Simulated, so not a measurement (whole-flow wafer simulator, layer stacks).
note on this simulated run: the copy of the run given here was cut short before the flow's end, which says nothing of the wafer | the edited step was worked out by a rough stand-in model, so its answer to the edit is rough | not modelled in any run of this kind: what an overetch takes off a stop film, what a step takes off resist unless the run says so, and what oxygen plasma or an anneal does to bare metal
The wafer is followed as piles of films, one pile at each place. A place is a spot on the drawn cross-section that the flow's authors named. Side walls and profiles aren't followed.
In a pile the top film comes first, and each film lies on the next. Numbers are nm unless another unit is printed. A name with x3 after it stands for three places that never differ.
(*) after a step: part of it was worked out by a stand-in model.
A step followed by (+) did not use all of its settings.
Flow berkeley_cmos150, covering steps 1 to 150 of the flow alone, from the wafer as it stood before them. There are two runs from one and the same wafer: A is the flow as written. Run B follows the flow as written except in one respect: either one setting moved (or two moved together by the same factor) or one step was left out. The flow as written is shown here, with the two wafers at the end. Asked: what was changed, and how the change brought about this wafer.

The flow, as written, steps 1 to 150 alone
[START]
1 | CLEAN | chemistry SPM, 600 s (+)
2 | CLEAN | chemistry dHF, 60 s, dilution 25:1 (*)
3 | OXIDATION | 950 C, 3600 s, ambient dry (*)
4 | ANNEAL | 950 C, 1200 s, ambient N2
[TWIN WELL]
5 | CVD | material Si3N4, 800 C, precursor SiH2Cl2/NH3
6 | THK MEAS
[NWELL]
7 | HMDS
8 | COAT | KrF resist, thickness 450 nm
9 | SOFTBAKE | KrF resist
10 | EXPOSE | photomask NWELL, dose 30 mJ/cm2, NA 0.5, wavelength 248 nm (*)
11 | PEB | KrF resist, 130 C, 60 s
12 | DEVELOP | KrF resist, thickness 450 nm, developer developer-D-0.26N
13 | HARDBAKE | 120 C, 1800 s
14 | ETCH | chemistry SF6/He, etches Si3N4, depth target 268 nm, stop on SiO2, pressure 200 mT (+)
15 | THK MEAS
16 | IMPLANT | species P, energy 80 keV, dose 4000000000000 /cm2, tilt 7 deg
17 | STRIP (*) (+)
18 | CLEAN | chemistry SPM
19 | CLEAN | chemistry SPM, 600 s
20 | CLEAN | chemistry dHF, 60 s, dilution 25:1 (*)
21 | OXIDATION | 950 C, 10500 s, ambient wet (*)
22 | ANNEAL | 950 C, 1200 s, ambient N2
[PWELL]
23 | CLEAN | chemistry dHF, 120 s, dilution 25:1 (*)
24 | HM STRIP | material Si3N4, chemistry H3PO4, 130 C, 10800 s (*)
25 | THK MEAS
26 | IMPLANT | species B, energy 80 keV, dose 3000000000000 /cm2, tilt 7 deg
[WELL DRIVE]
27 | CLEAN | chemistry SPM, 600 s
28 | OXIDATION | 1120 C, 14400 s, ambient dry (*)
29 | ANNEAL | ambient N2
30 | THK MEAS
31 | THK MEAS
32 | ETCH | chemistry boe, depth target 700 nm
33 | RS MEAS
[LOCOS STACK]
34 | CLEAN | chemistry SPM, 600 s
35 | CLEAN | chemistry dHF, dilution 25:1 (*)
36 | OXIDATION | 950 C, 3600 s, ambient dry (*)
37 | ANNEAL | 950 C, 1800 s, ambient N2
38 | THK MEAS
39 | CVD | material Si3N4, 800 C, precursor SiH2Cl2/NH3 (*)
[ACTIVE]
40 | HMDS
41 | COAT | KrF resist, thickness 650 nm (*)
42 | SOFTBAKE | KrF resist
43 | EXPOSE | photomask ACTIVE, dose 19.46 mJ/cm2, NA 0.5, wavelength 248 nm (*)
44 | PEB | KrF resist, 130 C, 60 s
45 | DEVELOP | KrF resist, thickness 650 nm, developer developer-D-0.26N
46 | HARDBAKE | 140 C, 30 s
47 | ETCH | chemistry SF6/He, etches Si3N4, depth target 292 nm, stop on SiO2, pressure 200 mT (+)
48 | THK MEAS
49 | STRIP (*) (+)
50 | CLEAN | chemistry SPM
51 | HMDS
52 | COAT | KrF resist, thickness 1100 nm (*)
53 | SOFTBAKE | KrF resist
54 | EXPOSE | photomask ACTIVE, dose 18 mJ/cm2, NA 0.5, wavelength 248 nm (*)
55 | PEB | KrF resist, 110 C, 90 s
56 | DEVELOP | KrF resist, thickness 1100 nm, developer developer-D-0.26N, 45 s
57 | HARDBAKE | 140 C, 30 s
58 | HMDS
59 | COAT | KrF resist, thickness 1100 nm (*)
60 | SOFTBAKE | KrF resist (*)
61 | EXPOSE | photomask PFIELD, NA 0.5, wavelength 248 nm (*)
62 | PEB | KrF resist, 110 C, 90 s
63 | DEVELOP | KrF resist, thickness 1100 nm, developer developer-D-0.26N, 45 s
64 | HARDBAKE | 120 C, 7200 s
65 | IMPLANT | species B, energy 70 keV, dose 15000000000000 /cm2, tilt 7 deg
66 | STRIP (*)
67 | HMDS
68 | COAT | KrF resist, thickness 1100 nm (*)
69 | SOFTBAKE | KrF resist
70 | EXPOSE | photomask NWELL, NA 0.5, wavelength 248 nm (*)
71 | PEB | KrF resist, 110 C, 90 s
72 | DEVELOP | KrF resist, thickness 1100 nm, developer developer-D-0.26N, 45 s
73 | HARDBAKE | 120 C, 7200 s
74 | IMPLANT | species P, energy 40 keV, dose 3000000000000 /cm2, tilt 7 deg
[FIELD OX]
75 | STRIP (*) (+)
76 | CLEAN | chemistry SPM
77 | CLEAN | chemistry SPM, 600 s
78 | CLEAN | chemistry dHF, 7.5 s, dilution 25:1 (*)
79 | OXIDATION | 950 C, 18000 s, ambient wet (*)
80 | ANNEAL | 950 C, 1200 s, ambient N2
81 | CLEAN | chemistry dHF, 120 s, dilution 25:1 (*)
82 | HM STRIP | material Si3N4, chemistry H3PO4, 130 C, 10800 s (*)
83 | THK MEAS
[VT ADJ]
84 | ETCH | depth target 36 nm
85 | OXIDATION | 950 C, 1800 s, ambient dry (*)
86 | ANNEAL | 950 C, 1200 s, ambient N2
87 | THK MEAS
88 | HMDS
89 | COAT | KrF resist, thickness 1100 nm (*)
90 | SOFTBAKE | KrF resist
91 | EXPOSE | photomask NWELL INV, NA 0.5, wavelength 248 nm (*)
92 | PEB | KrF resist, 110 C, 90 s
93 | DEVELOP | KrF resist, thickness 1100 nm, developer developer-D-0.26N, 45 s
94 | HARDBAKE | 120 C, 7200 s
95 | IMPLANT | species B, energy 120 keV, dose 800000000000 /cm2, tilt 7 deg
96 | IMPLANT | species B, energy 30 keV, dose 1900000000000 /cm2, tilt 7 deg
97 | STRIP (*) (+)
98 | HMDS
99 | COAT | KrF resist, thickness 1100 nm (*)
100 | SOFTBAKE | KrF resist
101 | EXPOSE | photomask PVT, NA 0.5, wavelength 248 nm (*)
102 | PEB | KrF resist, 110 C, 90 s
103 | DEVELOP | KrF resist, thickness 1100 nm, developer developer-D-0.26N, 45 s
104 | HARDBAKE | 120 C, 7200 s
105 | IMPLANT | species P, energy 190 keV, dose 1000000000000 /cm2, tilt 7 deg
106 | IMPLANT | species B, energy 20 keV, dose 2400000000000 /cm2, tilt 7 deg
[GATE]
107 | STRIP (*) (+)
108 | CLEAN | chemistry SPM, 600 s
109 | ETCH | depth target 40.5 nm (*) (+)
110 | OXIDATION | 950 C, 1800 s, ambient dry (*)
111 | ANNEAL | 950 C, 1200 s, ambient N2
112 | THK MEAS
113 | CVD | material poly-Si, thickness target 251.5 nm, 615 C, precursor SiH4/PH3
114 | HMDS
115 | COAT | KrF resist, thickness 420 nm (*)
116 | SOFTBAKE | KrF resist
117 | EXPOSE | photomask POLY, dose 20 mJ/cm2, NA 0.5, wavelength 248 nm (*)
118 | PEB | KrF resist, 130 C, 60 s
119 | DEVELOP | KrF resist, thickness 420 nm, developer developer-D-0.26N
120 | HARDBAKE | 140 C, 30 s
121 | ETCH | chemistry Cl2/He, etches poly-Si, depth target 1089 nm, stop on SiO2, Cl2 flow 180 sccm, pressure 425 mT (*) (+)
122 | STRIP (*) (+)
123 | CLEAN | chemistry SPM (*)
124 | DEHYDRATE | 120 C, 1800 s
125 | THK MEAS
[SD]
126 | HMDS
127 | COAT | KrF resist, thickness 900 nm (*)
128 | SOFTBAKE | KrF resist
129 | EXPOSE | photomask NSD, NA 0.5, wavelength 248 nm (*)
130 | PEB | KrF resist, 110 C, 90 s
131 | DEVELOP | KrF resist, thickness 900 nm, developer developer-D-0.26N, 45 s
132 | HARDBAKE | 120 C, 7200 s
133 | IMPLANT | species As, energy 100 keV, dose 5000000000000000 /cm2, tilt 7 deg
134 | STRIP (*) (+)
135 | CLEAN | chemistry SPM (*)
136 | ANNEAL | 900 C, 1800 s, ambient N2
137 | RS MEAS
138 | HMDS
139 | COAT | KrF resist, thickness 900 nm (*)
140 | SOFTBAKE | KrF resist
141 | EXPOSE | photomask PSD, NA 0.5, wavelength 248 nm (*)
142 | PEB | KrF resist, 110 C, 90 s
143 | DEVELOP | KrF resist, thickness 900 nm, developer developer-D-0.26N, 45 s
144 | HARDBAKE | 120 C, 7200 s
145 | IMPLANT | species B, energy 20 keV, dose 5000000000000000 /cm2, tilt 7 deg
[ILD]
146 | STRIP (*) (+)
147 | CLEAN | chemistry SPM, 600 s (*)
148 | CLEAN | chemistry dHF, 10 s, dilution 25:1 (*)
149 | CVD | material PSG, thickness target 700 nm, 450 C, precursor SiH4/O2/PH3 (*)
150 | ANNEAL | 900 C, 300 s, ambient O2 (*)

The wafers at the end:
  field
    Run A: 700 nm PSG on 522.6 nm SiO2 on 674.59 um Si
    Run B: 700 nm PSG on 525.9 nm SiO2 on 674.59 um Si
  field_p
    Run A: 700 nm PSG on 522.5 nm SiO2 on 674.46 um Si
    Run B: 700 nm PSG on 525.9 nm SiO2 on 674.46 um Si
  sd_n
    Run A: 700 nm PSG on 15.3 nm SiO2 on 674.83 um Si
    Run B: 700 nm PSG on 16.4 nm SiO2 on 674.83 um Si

What caused this: step 109, ETCH: depth target 37.14 nm was run, while the flow as written has depth target 40.5 nm.

The path from the change to this, step by step:
  109 | ETCH | depth target 40.5 nm (*) (+)
      sd_n: A -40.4 SiO2 (all of it) | B -37.1 SiO2
      field, field_p: A -40.5 SiO2 | B -37.1 SiO2
  110 | OXIDATION | 950 C, 1800 s, ambient dry (*)
      sd_n: A +20.4 SiO2 (new film), -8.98 Si | B +18.2 SiO2, -8.02 Si
